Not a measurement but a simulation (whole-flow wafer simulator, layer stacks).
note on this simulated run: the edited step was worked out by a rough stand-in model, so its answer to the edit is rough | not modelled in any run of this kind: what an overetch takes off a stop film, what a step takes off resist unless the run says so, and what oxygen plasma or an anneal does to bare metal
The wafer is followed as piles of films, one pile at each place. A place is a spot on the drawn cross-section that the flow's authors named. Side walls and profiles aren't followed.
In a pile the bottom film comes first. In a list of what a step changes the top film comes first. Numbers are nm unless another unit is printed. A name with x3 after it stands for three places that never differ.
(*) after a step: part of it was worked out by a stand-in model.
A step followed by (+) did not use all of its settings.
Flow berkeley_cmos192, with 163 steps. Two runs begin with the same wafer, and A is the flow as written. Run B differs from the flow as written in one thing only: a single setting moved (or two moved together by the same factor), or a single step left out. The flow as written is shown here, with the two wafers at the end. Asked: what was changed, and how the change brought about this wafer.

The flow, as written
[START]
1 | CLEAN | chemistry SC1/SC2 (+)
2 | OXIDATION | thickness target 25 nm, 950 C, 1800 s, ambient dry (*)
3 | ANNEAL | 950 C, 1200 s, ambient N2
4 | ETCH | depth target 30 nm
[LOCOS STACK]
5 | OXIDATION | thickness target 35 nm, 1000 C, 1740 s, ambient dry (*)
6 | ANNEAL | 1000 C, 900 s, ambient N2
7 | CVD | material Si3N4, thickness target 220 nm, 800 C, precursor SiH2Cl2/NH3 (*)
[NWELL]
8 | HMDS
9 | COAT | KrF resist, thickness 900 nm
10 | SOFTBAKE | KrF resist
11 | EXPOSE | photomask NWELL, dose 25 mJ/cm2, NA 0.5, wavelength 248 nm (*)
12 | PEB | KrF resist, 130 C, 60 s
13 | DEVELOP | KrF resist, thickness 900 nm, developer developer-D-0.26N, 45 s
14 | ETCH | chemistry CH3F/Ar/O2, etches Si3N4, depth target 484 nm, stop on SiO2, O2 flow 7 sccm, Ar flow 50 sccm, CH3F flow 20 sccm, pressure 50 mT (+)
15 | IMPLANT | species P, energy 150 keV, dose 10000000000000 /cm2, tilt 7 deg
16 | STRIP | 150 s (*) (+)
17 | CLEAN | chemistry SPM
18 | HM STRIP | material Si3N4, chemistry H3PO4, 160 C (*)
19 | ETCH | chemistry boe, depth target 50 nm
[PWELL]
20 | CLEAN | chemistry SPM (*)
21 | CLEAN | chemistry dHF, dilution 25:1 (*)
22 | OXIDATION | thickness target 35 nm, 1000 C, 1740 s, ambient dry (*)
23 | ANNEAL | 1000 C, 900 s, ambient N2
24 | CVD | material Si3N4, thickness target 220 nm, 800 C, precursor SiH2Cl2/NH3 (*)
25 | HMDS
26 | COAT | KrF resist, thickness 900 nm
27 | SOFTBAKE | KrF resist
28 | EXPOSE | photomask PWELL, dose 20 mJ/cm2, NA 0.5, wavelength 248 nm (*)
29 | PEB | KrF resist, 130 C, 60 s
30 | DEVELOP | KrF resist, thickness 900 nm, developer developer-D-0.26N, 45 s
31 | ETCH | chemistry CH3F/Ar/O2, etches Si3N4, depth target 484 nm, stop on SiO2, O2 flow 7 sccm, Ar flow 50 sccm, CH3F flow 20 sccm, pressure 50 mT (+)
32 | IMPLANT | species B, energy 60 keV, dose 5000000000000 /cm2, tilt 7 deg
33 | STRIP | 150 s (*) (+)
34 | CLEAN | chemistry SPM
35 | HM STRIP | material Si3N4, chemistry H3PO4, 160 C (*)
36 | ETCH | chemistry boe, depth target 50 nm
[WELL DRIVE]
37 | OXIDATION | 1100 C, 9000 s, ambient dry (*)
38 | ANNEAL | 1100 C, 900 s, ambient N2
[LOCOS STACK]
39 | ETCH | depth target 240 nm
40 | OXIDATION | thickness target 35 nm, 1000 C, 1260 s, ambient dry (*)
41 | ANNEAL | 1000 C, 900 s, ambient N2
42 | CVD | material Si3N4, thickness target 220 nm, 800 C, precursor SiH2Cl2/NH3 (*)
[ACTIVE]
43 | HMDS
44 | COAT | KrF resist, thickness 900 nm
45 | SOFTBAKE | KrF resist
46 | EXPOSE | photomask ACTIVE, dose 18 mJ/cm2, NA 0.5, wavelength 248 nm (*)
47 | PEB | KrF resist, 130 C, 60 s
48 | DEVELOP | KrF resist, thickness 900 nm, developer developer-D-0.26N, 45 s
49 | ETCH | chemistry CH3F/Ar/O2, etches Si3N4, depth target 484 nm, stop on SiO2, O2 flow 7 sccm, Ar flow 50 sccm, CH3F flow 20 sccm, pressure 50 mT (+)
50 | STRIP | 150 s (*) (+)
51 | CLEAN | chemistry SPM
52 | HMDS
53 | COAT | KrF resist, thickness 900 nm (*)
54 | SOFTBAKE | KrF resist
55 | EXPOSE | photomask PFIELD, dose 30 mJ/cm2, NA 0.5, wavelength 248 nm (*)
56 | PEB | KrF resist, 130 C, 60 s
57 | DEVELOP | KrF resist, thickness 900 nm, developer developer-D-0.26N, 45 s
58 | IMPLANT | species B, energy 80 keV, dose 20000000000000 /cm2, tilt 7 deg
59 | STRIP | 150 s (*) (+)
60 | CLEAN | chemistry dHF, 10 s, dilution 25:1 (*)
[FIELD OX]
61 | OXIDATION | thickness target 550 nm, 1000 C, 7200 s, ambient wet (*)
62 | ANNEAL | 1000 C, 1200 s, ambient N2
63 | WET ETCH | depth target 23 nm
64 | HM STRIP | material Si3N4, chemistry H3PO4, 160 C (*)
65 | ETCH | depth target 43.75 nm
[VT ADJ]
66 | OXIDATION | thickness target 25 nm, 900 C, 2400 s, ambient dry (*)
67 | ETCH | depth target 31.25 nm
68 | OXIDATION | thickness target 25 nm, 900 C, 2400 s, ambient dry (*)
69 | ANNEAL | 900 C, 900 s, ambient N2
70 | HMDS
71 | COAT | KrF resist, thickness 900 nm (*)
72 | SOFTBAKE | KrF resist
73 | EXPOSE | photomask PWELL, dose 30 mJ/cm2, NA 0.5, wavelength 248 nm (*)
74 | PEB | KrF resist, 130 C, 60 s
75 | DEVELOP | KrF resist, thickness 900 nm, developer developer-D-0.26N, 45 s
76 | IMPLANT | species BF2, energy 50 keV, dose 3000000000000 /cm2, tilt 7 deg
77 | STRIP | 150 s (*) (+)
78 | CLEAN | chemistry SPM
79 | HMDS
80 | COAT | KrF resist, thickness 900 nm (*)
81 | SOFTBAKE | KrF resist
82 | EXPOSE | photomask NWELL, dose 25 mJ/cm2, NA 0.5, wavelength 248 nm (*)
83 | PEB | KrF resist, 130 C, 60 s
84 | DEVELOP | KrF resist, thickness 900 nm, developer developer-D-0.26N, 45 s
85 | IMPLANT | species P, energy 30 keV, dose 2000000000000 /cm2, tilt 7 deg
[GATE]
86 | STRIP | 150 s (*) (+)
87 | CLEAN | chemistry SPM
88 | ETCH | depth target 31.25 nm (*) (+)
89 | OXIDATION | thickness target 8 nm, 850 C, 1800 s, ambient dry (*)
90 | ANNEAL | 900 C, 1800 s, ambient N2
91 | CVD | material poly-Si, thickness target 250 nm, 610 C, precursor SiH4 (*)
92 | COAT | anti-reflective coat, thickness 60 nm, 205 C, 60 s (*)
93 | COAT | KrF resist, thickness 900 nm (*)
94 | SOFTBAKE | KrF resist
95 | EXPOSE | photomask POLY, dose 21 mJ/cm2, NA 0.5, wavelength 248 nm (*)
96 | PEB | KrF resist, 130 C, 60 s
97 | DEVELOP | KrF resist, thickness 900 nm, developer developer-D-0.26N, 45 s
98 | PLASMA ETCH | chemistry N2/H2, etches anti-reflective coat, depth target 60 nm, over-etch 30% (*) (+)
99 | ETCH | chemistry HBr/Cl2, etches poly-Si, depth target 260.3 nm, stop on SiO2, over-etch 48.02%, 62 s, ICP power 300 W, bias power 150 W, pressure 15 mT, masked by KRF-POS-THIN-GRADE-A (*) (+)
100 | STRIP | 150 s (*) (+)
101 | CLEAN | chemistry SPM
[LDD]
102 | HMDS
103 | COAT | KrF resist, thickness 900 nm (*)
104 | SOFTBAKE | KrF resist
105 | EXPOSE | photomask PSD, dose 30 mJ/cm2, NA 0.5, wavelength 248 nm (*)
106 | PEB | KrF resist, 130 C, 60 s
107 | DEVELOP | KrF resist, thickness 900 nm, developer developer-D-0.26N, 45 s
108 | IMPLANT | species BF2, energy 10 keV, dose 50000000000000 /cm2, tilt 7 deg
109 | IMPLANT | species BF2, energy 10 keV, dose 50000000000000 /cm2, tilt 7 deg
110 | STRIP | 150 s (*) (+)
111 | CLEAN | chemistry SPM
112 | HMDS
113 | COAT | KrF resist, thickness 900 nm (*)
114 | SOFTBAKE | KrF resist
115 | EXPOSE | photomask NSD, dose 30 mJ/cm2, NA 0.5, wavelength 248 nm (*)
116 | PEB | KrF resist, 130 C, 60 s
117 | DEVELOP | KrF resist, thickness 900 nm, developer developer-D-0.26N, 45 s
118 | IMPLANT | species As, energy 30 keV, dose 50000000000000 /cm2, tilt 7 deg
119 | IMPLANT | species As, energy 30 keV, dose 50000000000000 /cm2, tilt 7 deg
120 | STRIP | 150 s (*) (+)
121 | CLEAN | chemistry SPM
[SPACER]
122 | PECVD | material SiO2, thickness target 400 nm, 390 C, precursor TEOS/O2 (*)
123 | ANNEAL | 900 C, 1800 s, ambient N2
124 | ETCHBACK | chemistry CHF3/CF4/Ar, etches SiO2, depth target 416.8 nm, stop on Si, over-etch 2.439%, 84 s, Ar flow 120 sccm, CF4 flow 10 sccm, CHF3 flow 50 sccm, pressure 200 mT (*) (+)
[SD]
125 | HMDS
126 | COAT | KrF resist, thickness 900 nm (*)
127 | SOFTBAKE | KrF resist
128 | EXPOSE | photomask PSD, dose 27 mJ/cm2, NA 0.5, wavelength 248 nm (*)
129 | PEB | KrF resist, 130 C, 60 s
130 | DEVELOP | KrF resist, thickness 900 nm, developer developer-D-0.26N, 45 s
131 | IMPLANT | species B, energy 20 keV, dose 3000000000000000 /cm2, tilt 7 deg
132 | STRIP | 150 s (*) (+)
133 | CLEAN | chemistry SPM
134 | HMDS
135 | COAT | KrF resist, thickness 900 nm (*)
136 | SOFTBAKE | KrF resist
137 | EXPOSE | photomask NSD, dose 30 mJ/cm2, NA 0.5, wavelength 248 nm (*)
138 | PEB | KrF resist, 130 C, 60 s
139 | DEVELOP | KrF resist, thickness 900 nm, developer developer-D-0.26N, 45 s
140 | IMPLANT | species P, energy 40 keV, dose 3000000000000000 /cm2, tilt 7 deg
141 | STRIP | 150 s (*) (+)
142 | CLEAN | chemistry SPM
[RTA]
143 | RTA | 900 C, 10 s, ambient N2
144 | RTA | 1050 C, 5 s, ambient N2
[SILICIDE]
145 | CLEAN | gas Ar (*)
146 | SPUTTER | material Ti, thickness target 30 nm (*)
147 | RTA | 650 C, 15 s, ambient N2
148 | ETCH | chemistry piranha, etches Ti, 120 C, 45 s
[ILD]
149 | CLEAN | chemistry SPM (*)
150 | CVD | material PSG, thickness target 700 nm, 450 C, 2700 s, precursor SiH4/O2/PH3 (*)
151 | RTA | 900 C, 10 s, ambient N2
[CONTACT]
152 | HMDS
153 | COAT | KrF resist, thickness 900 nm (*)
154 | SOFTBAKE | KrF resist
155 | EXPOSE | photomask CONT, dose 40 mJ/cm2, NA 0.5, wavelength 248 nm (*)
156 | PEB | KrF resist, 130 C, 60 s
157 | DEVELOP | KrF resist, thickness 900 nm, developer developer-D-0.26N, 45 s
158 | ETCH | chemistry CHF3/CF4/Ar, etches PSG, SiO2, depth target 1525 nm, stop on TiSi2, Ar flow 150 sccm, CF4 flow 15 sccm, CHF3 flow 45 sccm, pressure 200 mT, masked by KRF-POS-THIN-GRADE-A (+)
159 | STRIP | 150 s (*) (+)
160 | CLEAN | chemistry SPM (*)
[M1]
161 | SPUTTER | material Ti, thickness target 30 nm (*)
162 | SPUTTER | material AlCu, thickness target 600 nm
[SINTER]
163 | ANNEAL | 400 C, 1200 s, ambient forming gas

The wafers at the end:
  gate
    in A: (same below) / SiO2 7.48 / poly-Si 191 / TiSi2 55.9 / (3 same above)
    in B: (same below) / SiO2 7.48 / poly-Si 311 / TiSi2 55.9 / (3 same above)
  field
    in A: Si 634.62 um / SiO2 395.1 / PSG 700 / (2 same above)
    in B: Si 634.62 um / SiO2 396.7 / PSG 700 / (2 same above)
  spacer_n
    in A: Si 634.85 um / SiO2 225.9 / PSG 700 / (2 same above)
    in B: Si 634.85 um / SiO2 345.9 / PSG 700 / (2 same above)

Cause: step 91, CVD: thickness target 370 nm was run, though the flow has thickness target 250 nm.

The path from the change to this, step by step:
  91 | CVD | material poly-Si, thickness target 250 nm, 610 C, precursor SiH4 (*)
      field, sd_n, spacer_n and 6 more: A poly-Si gains 250 (new film) | B poly-Si gains 370 (new film)
  92 | COAT | anti-reflective coat, thickness 60 nm, 205 C, 60 s (*)
      field: A anti-reflective coat gains 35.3 (new film) | B anti-reflective coat gains 36.9 (new film)
      sd_n: A anti-reflective coat gains 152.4 (new film) | B anti-reflective coat gains 157.6 (new film)
      (as well as at 1 more place)
  98 | PLASMA ETCH | chemistry N2/H2, etches anti-reflective coat, depth target 60 nm, over-etch 30% (*) (+)
      field: A anti-reflective coat loses 35.3 (all of it), poly-Si loses 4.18 | B anti-reflective coat loses 36.9 (all of it), poly-Si loses 4.31
      sd_n: A anti-reflective coat loses 152.4 (all of it), poly-Si loses 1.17 | B anti-reflective coat loses 157.6 (all of it), poly-Si loses 1.21
      (as well as at 1 more place)
  99 | ETCH | chemistry HBr/Cl2, etches poly-Si, depth target 260.3 nm, stop on SiO2, over-etch 48.02%, 62 s, ICP power 300 W, bias power 150 W, pressure 15 mT, masked by KRF-POS-THIN-GRADE-A (*) (+)
      spacer_n, spacer_p: A poly-Si loses 245.8 (all of it), SiO2 loses 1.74 | B poly-Si loses 365.6 (all of it), SiO2 loses 0.1
      field: A poly-Si loses 245.8 (all of it), SiO2 loses 1.74 | B poly-Si loses 365.7 (all of it), SiO2 loses 0.1
      (as well as at 4 more places)
  103 | COAT | KrF resist, thickness 900 nm (*)
      gate: A KrF resist gains 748 (new film) | B KrF resist gains 647.5 (new film)
      gate_p: A KrF resist gains 744.1 (new film) | B KrF resist gains 643.7 (new film)
  107 | DEVELOP | KrF resist, thickness 900 nm, developer developer-D-0.26N, 45 s
      gate_p: A KrF resist loses 742.9 (all of it) | B KrF resist loses 642.7 (all of it)
  110 | STRIP | 150 s (*) (+)
      gate: A KrF resist loses 732.7 (all of it), chemical SiO2 gains 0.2, poly-Si loses 0.09 | B KrF resist loses 632.4 (all of it), chemical SiO2 gains 0.2, poly-Si loses 0.09
  113 | COAT | KrF resist, thickness 900 nm (*)
      gate: A KrF resist gains 747.9 (new film) | B KrF resist gains 647.4 (new film)
      gate_p: A KrF resist gains 743.9 (new film) | B KrF resist gains 643.5 (new film)
  117 | DEVELOP | KrF resist, thickness 900 nm, developer developer-D-0.26N, 45 s
      gate: A KrF resist loses 746.8 (all of it) | B KrF resist loses 646.5 (all of it)
  120 | STRIP | 150 s (*) (+)
      gate_p: A KrF resist loses 728.6 (all of it), chemical SiO2 gains 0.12, poly-Si loses 0.05 | B KrF resist loses 628.4 (all of it), chemical SiO2 gains 0.12, poly-Si loses 0.05
  124 | ETCHBACK | chemistry CHF3/CF4/Ar, etches SiO2, depth target 416.8 nm, stop on Si, over-etch 2.439%, 84 s, Ar flow 120 sccm, CF4 flow 10 sccm, CHF3 flow 50 sccm, pressure 200 mT (*) (+)
      spacer_n: A SiO2 loses 160 | B SiO2 loses 40.4
      spacer_p: A SiO2 loses 159.9 | B SiO2 loses 40.4
  126 | COAT | KrF resist, thickness 900 nm (*)
      spacer_n: A KrF resist gains 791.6 (new film) | B KrF resist gains 704.3 (new film)
      gate: A KrF resist gains 771.5 (new film) | B KrF resist gains 686.4 (new film)
      (as well as at 2 more places)
  130 | DEVELOP | KrF resist, thickness 900 nm, developer developer-D-0.26N, 45 s
      spacer_p: A KrF resist loses 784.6 (all of it) | B KrF resist loses 697.8 (all of it)
      gate_p: A KrF resist loses 764.3 (all of it) | B KrF resist loses 679.7 (all of it)
  132 | STRIP | 150 s (*) (+)
      spacer_n: A KrF resist loses 776.1 (all of it) | B KrF resist loses 689.1 (all of it)
      gate: A chemical SiO2 gains 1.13 (new film), KrF resist loses 756.1 (all of it), poly-Si loses 0.5 | B chemical SiO2 gains 1.13 (new film), KrF resist loses 671.1 (all of it), poly-Si loses 0.5
  135 | COAT | KrF resist, thickness 900 nm (*)
      spacer_n: A KrF resist gains 791.1 (new film) | B KrF resist gains 704.6 (new film)
      gate: A KrF resist gains 770.3 (new film) | B KrF resist gains 686 (new film)
      (as well as at 2 more places)
  139 | DEVELOP | KrF resist, thickness 900 nm, developer developer-D-0.26N, 45 s
      spacer_n: A KrF resist loses 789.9 (all of it) | B KrF resist loses 703.5 (all of it)
      gate: A KrF resist loses 769.1 (all of it) | B KrF resist loses 684.9 (all of it)
  ... another 2 steps ...
  159 | STRIP | 150 s (*) (+)
      field: A KrF resist loses 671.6 (all of it) | B KrF resist loses 686.1 (all of it)
      spacer_n: A KrF resist loses 620.3 (all of it) | B KrF resist loses 556.9 (all of it)
      (as well as at 4 more places)
